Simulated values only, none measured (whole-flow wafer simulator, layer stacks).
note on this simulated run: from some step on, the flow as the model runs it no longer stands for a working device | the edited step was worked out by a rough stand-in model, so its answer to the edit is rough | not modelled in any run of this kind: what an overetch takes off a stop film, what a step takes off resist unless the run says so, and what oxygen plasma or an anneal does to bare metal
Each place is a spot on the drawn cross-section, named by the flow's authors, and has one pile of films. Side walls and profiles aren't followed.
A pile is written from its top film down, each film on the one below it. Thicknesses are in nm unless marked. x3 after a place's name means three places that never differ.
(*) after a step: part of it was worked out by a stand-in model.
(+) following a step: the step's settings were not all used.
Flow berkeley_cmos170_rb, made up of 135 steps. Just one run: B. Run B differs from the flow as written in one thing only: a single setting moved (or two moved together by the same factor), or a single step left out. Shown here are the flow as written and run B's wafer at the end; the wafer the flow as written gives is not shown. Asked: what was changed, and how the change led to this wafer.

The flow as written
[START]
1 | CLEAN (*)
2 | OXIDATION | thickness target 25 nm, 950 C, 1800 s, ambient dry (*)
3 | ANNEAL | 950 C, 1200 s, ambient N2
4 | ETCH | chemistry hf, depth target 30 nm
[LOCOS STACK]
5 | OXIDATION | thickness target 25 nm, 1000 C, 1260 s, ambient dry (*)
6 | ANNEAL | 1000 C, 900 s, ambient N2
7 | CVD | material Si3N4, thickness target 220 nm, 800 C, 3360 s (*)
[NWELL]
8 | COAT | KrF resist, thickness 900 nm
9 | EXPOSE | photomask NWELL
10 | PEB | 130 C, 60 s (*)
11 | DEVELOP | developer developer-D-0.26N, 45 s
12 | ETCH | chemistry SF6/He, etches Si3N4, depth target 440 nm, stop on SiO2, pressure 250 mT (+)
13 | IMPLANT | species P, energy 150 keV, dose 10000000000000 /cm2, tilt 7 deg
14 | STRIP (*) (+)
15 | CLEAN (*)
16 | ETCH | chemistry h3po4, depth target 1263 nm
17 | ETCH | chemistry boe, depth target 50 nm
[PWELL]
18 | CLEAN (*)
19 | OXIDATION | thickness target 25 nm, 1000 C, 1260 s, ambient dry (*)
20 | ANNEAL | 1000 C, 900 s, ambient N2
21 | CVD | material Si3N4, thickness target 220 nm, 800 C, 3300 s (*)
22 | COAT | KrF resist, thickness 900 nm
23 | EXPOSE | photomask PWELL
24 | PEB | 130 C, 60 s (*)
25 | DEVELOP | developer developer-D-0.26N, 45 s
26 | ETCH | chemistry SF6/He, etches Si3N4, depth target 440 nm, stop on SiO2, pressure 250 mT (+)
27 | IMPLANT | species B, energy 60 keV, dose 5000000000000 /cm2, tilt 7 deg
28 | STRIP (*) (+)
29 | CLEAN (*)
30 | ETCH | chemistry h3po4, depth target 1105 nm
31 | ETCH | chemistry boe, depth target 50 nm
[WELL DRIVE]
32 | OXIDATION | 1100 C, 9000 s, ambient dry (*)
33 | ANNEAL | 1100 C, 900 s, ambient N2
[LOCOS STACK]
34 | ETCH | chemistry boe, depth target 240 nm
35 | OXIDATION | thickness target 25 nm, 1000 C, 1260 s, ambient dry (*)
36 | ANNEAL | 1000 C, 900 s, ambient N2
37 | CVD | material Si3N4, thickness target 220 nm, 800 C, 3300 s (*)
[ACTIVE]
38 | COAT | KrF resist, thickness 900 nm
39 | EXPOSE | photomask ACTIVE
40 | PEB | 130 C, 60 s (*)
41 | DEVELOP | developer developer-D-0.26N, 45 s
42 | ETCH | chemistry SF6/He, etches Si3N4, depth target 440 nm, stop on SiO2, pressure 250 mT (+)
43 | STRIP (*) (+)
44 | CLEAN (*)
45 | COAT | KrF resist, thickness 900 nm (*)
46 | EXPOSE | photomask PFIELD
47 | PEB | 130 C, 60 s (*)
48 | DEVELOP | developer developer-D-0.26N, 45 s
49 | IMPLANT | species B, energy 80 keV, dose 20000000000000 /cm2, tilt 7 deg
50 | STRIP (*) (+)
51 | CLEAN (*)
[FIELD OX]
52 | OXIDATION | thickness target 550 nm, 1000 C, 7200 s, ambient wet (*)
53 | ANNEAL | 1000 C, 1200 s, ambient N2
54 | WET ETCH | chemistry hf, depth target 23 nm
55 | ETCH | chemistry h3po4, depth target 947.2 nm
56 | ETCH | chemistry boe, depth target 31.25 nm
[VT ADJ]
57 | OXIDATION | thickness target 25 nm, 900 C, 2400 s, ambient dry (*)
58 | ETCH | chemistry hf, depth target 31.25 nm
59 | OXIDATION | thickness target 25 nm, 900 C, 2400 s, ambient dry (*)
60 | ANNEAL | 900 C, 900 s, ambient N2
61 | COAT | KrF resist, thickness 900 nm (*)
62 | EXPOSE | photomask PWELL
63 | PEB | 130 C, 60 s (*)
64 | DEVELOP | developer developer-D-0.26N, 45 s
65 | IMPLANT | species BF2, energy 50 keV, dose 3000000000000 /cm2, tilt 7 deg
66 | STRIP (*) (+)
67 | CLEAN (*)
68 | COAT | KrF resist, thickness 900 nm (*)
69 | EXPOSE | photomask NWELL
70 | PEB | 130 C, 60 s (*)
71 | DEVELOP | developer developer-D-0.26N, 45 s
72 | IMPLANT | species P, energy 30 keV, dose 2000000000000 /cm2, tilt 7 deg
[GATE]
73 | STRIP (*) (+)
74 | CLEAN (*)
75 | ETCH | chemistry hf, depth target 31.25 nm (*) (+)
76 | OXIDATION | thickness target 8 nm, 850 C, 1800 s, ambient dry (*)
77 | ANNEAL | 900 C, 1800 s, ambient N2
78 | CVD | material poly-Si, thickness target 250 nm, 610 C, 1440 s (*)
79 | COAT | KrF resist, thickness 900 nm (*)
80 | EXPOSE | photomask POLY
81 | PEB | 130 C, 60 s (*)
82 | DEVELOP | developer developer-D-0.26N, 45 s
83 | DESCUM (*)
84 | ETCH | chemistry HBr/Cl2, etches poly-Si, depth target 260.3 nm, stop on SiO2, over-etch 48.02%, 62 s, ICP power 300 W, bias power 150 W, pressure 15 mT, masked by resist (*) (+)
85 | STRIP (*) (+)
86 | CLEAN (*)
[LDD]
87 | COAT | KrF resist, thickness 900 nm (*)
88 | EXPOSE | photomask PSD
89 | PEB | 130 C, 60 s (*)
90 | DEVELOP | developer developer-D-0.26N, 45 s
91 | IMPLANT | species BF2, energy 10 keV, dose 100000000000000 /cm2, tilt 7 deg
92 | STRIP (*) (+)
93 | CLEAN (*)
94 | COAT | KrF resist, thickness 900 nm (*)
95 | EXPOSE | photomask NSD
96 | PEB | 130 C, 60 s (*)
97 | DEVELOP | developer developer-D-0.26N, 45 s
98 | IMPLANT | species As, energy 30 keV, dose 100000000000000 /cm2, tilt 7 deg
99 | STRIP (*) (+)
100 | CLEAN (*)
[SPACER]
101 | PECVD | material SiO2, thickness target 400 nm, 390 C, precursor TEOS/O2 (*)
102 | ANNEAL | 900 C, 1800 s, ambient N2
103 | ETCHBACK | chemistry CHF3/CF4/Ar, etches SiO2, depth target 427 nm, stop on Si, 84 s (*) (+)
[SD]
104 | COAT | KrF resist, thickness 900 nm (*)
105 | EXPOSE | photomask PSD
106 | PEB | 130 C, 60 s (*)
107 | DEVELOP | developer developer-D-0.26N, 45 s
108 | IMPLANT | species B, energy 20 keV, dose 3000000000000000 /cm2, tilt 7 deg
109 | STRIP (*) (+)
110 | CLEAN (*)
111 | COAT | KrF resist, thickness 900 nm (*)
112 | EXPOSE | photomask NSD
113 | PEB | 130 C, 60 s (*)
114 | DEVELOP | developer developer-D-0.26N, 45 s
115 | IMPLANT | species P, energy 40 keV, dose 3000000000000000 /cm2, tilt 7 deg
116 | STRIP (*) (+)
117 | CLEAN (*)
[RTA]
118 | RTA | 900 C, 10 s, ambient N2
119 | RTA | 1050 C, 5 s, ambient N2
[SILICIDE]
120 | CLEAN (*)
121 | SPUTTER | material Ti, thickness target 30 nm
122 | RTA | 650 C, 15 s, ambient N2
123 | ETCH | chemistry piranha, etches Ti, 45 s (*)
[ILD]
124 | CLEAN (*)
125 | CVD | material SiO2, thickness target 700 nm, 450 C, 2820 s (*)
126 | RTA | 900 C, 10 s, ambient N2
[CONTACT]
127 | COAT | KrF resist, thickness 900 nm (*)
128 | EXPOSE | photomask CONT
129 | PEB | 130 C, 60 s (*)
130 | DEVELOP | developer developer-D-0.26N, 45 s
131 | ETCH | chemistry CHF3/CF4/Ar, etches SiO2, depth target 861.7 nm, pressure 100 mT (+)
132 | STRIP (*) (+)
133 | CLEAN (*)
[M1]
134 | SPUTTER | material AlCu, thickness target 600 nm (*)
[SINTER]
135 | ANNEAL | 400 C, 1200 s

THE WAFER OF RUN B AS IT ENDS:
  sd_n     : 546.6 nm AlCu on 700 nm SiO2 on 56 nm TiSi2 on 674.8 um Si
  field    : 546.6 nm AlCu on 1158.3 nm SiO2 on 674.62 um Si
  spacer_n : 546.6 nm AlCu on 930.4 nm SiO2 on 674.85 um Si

What caused this: step 134, SPUTTER: thickness target 546.6 nm was run, while the flow as written has thickness target 600 nm.
The wafer itself shows it: sd_n has AlCu 546.6, and step 134 as written asks for 600 nm.

The path from the change to this, step by step:
  134 | SPUTTER | material AlCu, thickness target 600 nm (*)
      field, sd_n, spacer_n, gate, spacer_p, gate_p, m1: AlCu gains 546.6 (new film) (as written it would have been: AlCu gains 600 (new film))
      sd_p: AlCu gains 495 (new film) (as written it would have been: AlCu gains 545.9 (new film))
      (also at 1 further place)
